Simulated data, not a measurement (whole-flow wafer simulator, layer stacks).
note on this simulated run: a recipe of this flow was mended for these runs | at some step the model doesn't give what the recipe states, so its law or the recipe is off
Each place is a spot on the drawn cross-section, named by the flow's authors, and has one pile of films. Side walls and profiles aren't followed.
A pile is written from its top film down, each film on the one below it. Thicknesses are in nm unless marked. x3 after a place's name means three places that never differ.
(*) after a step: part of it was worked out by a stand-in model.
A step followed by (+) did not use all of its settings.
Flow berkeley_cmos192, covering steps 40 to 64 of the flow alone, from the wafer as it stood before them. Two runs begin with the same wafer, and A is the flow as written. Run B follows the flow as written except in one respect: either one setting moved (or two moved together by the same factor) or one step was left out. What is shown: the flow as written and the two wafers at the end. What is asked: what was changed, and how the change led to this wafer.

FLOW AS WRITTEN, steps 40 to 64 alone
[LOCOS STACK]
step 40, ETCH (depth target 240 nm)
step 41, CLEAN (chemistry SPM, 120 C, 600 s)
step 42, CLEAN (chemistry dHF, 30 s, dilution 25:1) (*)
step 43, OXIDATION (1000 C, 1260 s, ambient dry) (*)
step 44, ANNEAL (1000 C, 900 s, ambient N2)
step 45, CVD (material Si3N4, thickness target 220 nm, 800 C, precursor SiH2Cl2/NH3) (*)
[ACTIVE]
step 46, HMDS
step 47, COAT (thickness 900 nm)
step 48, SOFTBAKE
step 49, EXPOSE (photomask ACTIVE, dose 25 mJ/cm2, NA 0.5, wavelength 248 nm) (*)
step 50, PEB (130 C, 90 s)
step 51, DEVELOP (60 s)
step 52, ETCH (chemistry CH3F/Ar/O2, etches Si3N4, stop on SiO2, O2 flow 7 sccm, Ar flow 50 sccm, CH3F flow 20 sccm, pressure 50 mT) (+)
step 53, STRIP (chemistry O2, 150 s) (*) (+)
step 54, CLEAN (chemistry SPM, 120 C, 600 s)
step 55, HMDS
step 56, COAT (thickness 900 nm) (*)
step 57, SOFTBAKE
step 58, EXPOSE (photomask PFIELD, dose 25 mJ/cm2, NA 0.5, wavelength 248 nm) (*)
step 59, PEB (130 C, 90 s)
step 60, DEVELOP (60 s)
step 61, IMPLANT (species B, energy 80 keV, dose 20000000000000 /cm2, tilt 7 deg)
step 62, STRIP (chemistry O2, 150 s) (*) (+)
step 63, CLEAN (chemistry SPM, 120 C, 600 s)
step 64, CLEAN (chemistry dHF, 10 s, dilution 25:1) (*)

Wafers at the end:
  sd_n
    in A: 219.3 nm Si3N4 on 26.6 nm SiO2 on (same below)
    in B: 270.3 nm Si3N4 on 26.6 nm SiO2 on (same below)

What caused this: step 45, CVD: thickness target 271 nm was run, whereas the flow has thickness target 220 nm.

How this came from the change, step by step:
  step 45, CVD (material Si3N4, thickness target 220 nm, 800 C, precursor SiH2Cl2/NH3) (*)
      field, sd_n, spacer_n and 6 more: A Si3N4 gains 220 (new film) | B Si3N4 gains 271 (new film)
  step 52, ETCH (chemistry CH3F/Ar/O2, etches Si3N4, stop on SiO2, O2 flow 7 sccm, Ar flow 50 sccm, CH3F flow 20 sccm, pressure 50 mT) (+)
      sd_n, spacer_n, gate, sd_p, spacer_p, gate_p, contact, m1: A KrF-resist loses 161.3 | B KrF-resist loses 195.3
      field: A Si3N4 loses 220 (all of it), SiO2 loses 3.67 | B Si3N4 loses 271 (all of it), SiO2 loses 3.67
  step 53, STRIP (chemistry O2, 150 s) (*) (+)
      sd_n, spacer_n, gate, sd_p, spacer_p, gate_p, contact, m1: A KrF-resist loses 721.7 (all of it) | B KrF-resist loses 687.7 (all of it)
  step 56, COAT (thickness 900 nm) (*)
      sd_n: A KrF-resist gains 785.2 (new film) | B KrF-resist gains 759.3 (new film)
      spacer_n: A KrF-resist gains 817.9 (new film) | B KrF-resist gains 800.2 (new film)
      (also at 6 further places)
  step 62, STRIP (chemistry O2, 150 s) (*) (+)
      sd_n: A KrF-resist loses 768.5 (all of it) | B KrF-resist loses 742.8 (all of it)
      spacer_n: A KrF-resist loses 801.2 (all of it) | B KrF-resist loses 783.5 (all of it)
      (also at 6 further places)
